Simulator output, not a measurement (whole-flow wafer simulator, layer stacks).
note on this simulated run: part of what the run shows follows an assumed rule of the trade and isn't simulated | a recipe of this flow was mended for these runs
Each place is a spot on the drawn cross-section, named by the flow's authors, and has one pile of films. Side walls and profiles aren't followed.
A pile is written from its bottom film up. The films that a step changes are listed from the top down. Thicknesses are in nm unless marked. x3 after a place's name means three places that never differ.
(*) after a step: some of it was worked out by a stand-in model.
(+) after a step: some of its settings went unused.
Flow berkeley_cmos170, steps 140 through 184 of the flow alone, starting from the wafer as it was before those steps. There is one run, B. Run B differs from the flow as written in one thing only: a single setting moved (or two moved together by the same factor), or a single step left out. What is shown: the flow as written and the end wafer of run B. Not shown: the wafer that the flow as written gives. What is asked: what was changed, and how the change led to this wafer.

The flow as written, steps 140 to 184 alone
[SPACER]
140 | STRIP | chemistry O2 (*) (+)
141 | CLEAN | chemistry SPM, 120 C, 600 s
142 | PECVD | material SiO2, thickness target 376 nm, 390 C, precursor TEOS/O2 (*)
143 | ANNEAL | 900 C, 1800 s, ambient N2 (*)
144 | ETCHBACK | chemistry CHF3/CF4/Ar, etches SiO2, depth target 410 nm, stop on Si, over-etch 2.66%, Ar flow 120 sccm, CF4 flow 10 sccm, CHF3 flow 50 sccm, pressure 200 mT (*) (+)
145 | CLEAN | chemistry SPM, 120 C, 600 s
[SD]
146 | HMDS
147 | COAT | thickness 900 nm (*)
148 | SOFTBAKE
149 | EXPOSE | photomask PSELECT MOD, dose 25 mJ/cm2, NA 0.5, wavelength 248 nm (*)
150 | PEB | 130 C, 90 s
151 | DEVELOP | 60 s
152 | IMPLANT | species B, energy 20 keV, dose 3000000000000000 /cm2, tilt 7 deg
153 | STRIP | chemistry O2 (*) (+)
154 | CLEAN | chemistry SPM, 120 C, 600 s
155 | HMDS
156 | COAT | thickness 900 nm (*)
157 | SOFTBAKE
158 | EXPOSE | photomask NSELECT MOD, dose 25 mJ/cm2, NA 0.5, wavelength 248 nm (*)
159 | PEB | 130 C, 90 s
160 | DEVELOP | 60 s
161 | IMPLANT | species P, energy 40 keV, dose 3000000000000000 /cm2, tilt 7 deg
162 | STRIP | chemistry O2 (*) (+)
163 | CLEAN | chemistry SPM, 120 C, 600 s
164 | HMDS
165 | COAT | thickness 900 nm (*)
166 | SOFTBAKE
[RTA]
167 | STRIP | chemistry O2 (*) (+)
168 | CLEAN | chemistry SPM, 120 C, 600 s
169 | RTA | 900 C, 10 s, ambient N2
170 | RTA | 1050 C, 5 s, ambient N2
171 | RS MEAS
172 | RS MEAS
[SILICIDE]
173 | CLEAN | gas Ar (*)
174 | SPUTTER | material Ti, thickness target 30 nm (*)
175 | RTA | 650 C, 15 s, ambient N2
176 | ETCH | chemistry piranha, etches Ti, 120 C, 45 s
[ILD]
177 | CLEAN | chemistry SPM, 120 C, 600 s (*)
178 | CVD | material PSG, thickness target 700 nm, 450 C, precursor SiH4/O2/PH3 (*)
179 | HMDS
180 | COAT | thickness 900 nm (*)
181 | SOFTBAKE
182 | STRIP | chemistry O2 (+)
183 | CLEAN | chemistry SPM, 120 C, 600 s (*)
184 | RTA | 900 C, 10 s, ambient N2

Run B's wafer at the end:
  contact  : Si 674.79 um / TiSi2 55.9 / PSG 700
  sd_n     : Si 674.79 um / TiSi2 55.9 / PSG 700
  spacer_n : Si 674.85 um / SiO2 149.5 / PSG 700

What caused this: step 142, PECVD: thickness target 348 nm was run, though the flow has thickness target 376 nm.

Step by step, how the change led to this:
  142 | PECVD | material SiO2, thickness target 376 nm, 390 C, precursor TEOS/O2 (*)
      field, mark, sd_n and 8 more: +348 SiO2 (it would be, as written: +376 SiO2)
      gate_n, gate_p: +348 SiO2 (new film) (it would be, as written: +376 SiO2 (new film))
  143 | ANNEAL | 900 C, 1800 s, ambient N2 (*)
      field, mark, sd_n and 10 more: -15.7 SiO2 (it would be, as written: -16.9 SiO2)
  144 | ETCHBACK | chemistry CHF3/CF4/Ar, etches SiO2, depth target 410 nm, stop on Si, over-etch 2.66%, Ar flow 120 sccm, CF4 flow 10 sccm, CHF3 flow 50 sccm, pressure 200 mT (*) (+)
      mark, sd_n, sd_p, contact, m1, via1, m2, via2: -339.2 SiO2 (all of it), -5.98 Si (it would be, as written: -366 SiO2 (all of it), -3.55 Si)
      gate_n, gate_p: -332.3 SiO2 (all of it), -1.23 chemical SiO2 (all of it), -5.98 poly-Si (it would be, as written: -359.1 SiO2 (all of it), -1.23 chemical SiO2 (all of it), -3.55 poly-Si)
